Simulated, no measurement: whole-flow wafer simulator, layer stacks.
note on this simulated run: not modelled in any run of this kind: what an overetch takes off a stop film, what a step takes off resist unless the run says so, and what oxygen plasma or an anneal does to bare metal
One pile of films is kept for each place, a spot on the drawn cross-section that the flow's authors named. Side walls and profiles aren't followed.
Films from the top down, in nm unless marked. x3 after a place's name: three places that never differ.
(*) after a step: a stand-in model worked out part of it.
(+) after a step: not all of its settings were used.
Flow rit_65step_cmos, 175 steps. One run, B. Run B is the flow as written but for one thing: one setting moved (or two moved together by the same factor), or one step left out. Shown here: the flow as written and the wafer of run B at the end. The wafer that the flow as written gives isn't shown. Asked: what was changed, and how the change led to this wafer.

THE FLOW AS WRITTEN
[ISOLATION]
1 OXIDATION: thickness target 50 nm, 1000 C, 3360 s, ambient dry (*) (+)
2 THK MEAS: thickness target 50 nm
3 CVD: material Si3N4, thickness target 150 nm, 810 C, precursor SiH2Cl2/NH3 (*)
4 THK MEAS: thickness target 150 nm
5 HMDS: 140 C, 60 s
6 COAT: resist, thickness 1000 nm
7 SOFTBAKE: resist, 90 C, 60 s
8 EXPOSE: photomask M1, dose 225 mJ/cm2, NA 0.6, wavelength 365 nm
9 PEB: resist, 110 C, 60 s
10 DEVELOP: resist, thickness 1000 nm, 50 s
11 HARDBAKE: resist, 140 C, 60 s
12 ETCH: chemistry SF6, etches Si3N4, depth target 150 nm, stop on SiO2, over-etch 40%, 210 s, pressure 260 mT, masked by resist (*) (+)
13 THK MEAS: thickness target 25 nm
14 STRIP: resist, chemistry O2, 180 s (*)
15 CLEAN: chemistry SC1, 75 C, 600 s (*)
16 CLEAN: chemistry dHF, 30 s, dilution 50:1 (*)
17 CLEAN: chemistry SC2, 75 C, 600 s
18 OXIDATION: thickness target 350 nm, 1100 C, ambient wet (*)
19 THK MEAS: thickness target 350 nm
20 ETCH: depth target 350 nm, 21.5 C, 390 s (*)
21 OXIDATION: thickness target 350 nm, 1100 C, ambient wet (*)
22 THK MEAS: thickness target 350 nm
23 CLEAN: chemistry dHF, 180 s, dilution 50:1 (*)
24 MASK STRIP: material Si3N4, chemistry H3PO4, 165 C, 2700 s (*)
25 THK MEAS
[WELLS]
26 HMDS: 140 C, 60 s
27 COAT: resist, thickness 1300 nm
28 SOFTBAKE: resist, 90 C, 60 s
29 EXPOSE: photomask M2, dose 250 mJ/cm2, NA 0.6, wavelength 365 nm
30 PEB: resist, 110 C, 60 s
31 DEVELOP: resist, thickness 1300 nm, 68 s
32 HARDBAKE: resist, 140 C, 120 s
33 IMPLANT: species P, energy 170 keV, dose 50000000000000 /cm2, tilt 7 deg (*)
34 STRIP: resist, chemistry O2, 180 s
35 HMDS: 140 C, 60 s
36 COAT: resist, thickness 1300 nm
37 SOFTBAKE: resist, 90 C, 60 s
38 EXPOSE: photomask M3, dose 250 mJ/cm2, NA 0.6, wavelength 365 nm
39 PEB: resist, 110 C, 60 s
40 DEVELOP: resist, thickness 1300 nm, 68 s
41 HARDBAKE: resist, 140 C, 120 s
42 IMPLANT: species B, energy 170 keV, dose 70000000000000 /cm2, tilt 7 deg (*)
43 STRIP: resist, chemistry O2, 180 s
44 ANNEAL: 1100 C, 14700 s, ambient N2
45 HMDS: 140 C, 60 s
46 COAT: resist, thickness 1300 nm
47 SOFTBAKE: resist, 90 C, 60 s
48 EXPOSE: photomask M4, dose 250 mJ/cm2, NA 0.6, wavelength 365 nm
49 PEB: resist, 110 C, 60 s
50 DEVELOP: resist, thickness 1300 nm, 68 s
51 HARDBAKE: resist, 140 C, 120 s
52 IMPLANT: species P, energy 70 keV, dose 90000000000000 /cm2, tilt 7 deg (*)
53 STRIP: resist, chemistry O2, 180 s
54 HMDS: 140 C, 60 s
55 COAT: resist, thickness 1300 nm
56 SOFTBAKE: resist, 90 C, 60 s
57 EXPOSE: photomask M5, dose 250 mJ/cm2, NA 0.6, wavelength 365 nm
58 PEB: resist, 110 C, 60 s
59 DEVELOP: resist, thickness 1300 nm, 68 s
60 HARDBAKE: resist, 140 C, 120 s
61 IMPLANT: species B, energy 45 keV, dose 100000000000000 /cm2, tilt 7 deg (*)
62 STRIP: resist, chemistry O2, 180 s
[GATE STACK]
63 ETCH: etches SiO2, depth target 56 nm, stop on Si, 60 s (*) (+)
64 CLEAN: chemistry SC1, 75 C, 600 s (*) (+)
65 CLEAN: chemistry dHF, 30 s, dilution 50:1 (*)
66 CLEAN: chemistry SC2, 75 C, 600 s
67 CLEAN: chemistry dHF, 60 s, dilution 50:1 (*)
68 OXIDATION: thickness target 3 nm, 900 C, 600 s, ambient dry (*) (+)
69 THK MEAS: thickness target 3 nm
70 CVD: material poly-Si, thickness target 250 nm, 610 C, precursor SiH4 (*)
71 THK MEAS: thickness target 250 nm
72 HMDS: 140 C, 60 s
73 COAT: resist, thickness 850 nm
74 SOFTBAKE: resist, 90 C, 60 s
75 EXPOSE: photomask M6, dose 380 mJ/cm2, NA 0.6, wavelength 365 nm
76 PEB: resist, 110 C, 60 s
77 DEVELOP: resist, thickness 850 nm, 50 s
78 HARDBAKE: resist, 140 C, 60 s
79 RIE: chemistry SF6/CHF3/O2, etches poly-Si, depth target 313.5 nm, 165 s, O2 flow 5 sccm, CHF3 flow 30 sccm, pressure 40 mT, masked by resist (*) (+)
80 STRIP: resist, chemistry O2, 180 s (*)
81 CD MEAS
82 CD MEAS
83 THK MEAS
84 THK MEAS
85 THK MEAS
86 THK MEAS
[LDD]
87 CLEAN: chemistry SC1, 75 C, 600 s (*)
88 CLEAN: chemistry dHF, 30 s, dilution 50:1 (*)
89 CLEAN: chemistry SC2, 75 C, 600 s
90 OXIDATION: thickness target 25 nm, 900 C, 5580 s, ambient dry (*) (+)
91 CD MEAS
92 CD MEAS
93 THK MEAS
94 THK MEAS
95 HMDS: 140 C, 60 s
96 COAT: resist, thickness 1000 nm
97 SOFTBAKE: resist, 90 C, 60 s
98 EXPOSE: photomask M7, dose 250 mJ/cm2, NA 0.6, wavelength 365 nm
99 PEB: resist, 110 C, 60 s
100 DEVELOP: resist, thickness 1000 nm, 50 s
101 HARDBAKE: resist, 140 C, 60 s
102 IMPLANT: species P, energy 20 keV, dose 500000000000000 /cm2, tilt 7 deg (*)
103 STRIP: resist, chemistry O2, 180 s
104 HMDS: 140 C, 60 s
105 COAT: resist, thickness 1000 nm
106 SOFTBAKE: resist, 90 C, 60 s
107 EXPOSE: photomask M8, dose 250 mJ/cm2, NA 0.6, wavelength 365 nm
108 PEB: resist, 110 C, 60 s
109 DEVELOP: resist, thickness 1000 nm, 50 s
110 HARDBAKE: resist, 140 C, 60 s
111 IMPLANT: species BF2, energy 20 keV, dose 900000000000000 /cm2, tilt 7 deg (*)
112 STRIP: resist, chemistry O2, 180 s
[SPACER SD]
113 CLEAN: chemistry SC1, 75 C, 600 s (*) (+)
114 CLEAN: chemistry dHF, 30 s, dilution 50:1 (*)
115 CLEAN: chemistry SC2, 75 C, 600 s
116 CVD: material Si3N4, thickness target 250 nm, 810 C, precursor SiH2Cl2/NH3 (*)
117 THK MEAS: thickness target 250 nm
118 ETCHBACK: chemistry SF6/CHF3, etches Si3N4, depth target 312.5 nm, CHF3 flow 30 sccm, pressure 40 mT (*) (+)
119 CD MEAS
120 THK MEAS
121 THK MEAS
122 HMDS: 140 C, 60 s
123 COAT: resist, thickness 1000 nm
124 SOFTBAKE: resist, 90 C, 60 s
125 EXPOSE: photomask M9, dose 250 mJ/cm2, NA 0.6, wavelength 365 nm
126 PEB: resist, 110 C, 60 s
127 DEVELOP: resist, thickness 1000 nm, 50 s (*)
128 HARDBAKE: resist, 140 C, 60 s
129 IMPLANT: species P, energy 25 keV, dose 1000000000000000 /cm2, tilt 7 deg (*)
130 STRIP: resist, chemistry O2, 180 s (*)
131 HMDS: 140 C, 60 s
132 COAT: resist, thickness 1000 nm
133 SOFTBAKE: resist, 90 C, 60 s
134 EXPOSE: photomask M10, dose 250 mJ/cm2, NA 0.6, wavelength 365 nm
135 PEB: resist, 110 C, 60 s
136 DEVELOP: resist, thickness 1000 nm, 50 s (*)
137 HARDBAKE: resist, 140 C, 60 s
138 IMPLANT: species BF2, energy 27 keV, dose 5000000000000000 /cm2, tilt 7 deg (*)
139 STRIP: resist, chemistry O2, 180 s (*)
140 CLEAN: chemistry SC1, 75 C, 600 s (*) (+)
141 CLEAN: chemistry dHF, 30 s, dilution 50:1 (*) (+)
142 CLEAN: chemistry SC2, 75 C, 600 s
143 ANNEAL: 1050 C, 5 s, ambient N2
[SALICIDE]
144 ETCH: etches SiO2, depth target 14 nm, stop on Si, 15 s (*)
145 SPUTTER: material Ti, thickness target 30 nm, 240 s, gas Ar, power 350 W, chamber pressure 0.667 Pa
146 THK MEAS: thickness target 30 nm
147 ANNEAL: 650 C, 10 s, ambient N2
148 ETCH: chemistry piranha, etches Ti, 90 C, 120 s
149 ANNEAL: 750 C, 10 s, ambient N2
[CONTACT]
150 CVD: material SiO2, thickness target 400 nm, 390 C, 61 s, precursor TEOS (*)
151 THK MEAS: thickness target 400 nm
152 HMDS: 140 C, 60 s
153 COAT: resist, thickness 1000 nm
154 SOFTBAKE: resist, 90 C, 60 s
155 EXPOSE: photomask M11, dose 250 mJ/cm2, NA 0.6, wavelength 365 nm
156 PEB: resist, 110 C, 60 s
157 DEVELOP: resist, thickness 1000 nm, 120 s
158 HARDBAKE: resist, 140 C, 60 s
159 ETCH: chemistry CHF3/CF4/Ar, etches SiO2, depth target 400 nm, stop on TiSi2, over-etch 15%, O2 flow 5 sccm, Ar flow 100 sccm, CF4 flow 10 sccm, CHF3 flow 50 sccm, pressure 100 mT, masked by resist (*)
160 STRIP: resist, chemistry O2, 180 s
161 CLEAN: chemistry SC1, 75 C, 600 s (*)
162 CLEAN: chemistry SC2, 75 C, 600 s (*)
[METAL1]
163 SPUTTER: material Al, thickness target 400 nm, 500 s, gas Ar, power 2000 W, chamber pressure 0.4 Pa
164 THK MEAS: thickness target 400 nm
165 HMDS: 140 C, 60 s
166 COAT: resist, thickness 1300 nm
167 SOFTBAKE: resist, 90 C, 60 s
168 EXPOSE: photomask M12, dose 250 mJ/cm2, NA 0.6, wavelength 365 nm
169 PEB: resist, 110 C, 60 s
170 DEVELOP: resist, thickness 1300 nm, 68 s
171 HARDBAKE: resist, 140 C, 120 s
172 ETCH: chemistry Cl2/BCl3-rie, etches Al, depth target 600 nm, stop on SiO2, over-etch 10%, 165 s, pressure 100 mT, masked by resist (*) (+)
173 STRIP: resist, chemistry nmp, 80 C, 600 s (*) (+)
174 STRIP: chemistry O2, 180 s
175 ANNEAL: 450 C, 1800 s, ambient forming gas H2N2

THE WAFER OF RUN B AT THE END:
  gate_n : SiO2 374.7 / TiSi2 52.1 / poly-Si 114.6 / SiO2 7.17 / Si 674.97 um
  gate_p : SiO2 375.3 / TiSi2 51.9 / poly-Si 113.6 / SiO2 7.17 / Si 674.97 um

The cause: step 149, ANNEAL: 5 s was run, where the flow has 10 s.

How the change led to this, step by step:
  149 ANNEAL: 750 C, 10 s, ambient N2
      gate_n: TiSi2 +52.1 (new film), TiSi first -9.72 (all of it), TiSi2 C49 -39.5 (all of it), poly-Si -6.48 (as written it would be: TiSi2 +50.8 (new film), TiSi first -9.72 (all of it), TiSi2 C49 -39.5 (all of it), poly-Si -6.48)
      gate_p: TiSi2 +51.9 (new film), TiSi first -9.46 (all of it), TiSi2 C49 -39.6 (all of it), poly-Si -6.31 (as written it would be: TiSi2 +50.6 (new film), TiSi first -9.46 (all of it), TiSi2 C49 -39.6 (all of it), poly-Si -6.31)
